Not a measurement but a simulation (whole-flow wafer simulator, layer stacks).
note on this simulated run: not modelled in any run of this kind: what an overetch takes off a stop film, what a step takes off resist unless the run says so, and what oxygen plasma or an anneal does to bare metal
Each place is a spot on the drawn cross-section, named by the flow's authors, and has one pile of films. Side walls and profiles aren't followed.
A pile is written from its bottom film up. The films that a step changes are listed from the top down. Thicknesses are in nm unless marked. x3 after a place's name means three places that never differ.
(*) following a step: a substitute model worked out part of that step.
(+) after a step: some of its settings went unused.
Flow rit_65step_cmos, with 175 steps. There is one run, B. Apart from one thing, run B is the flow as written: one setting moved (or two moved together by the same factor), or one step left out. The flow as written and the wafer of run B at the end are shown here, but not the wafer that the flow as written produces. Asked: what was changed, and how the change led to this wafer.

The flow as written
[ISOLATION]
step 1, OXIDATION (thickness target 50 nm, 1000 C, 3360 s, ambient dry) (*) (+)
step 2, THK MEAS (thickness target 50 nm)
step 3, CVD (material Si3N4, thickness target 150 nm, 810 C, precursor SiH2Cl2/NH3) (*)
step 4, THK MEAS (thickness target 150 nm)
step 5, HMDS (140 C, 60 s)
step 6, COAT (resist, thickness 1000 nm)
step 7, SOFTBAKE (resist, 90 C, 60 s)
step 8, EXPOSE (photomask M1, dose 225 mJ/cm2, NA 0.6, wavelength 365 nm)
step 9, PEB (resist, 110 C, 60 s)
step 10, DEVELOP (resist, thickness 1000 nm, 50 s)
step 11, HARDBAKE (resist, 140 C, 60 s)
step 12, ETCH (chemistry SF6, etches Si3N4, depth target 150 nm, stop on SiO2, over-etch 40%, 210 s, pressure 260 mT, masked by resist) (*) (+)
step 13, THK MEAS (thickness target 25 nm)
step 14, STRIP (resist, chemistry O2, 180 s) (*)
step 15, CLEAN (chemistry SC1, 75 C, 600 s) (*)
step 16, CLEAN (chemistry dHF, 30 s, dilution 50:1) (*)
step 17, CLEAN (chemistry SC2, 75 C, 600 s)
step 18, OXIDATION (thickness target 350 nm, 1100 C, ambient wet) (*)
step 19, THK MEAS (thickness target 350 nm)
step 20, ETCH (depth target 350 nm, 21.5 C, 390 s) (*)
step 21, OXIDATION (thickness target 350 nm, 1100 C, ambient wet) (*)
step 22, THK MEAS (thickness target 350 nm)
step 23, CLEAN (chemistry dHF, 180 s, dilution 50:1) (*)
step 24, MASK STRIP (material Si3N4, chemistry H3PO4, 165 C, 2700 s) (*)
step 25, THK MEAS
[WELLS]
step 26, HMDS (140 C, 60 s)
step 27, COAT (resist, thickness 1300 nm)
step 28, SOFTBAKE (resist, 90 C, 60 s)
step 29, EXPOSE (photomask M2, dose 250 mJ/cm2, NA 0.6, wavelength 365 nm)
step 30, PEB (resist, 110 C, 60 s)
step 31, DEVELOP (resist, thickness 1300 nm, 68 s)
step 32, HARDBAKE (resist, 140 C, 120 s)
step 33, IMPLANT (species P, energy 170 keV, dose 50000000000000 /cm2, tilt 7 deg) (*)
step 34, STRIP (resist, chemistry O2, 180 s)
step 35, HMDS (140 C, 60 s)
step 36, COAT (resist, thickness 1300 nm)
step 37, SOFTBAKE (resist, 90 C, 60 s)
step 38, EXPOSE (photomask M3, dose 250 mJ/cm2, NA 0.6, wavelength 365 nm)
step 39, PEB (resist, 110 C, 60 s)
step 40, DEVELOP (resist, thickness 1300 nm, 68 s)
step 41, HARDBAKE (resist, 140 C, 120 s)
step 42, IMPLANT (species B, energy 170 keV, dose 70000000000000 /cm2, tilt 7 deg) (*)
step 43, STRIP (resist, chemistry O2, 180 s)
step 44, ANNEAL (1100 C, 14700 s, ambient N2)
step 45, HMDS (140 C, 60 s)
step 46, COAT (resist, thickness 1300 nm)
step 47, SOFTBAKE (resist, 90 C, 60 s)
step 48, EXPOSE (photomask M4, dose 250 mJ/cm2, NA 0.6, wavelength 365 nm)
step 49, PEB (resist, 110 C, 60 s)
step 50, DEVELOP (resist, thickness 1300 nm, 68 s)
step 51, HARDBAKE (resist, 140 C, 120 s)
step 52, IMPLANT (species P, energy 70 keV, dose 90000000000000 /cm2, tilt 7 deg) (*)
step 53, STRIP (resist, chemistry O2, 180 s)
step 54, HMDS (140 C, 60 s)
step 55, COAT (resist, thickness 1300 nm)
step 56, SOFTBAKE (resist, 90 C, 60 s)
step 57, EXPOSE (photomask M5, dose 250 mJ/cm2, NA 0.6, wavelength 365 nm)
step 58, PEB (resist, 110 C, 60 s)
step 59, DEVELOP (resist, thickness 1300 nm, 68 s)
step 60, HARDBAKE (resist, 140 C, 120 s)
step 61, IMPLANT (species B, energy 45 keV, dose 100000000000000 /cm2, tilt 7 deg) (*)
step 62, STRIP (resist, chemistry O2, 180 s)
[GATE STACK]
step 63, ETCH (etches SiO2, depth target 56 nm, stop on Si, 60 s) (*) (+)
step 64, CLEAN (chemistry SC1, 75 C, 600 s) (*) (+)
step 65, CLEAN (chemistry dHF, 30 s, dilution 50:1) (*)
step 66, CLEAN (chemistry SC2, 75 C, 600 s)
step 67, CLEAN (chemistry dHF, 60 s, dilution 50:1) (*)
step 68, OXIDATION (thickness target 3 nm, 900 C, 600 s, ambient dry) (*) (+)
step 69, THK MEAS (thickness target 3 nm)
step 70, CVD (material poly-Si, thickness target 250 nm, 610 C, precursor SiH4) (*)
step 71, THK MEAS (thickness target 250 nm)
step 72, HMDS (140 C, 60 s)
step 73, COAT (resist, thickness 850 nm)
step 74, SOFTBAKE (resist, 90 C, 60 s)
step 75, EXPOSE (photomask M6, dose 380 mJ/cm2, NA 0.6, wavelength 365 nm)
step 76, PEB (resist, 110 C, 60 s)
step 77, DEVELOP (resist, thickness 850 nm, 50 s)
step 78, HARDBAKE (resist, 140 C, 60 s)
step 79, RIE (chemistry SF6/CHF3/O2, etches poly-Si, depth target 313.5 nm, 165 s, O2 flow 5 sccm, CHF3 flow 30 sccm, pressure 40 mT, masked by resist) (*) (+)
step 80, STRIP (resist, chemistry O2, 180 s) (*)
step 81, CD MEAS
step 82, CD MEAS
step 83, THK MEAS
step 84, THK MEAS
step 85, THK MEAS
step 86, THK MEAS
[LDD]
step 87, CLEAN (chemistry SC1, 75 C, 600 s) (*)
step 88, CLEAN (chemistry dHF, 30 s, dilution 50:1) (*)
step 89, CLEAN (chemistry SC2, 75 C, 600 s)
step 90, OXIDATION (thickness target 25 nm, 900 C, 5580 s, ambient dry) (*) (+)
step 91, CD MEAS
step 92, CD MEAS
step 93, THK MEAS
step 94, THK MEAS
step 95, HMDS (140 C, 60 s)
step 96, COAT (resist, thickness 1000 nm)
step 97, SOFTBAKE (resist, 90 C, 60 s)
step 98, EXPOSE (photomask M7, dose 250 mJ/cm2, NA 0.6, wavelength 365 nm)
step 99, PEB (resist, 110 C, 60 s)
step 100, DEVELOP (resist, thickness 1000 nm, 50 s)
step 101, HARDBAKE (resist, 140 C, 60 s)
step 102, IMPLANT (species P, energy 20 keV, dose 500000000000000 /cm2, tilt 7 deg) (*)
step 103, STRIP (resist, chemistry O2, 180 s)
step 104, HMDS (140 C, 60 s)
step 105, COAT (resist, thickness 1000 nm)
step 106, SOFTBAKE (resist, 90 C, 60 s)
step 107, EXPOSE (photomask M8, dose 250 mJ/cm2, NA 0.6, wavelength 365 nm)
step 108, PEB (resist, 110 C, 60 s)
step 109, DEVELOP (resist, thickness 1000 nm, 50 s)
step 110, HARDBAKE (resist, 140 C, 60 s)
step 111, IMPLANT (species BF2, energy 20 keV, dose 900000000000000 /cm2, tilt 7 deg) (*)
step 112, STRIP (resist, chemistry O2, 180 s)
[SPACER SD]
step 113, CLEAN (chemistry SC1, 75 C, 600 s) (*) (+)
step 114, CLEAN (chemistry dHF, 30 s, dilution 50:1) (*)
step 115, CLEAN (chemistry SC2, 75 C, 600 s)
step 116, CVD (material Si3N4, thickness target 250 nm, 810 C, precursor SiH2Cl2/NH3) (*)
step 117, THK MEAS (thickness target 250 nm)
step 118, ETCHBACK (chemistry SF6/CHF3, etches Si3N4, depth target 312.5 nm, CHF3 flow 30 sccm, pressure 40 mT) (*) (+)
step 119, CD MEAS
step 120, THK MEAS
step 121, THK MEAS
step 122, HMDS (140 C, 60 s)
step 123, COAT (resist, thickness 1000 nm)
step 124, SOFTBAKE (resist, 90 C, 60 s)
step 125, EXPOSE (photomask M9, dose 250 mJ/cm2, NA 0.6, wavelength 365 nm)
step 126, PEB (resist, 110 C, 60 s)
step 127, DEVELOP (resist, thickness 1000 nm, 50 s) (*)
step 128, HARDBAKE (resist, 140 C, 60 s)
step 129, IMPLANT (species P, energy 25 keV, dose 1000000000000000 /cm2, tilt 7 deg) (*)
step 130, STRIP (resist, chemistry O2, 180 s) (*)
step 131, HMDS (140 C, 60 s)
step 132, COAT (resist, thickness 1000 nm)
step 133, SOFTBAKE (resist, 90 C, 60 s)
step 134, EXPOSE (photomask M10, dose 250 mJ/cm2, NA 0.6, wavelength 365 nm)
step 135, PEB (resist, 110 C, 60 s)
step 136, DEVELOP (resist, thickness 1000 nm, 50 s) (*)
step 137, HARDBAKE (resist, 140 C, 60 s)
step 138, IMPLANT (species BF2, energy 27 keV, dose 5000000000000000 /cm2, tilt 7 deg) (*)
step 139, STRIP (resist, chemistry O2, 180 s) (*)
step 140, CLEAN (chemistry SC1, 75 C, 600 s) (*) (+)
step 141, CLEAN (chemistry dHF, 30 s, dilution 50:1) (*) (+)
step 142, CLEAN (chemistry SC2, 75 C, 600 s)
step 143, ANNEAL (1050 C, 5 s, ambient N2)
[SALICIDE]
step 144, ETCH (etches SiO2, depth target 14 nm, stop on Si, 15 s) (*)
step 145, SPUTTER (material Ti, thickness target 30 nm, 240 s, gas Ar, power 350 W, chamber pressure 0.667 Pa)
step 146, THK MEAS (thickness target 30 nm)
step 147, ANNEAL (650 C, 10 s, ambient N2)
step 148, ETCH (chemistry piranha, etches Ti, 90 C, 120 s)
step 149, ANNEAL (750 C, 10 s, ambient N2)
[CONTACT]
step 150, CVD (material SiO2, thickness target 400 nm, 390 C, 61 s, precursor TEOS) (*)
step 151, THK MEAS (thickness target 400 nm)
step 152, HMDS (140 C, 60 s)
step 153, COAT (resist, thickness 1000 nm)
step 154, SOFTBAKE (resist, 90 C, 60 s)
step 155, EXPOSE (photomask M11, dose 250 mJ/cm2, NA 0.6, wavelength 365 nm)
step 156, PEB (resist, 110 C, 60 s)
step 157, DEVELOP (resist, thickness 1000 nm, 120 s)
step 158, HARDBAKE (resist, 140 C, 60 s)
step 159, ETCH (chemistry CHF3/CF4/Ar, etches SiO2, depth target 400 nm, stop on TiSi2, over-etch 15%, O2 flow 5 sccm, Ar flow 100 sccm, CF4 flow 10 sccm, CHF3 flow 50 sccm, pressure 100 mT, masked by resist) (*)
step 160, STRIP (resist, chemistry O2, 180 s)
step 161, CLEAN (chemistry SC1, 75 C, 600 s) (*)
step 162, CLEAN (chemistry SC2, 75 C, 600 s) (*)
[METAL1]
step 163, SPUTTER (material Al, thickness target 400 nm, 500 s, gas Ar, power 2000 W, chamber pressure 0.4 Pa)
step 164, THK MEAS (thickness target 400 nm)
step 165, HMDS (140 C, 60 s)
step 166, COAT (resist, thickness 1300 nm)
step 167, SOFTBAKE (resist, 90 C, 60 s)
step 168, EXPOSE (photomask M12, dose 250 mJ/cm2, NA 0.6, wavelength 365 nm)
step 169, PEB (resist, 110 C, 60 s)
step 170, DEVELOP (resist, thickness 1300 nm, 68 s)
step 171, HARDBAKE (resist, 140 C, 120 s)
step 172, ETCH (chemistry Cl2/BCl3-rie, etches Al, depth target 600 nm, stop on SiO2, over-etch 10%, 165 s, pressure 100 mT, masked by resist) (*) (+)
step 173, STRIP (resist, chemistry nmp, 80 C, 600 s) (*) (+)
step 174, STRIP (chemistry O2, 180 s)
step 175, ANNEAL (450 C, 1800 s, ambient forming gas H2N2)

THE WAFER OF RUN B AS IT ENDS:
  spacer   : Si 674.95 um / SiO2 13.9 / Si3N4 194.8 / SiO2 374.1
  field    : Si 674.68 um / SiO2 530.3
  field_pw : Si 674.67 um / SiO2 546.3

What caused this: step 163, SPUTTER: power 2428 W was run, though the flow has power 2000 W.

How this came from the change, step by step:
  step 163, SPUTTER (material Al, thickness target 400 nm, 500 s, gas Ar, power 2000 W, chamber pressure 0.4 Pa)
      field, field_pw, field_p, spacer, spacer_p: Al gains 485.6 (new film) (as written it would have been: Al gains 400 (new film))
      gate_n, gate_p: Al gains 475.4 (new film) (as written it would have been: Al gains 396 (new film))
      (and at 1 other place as well)
  step 172, ETCH (chemistry Cl2/BCl3-rie, etches Al, depth target 600 nm, stop on SiO2, over-etch 10%, 165 s, pressure 100 mT, masked by resist) (*) (+)
      field, field_pw, field_p, spacer, spacer_p: Al loses 485.6 (all of it), SiO2 loses 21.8 (as written it would have been: Al loses 400 (all of it), SiO2 loses 32.5)
      gate_n, gate_p: Al loses 475.4 (all of it), SiO2 loses 23.1 (as written it would have been: Al loses 396 (all of it), SiO2 loses 33)
      (and at 1 other place as well)
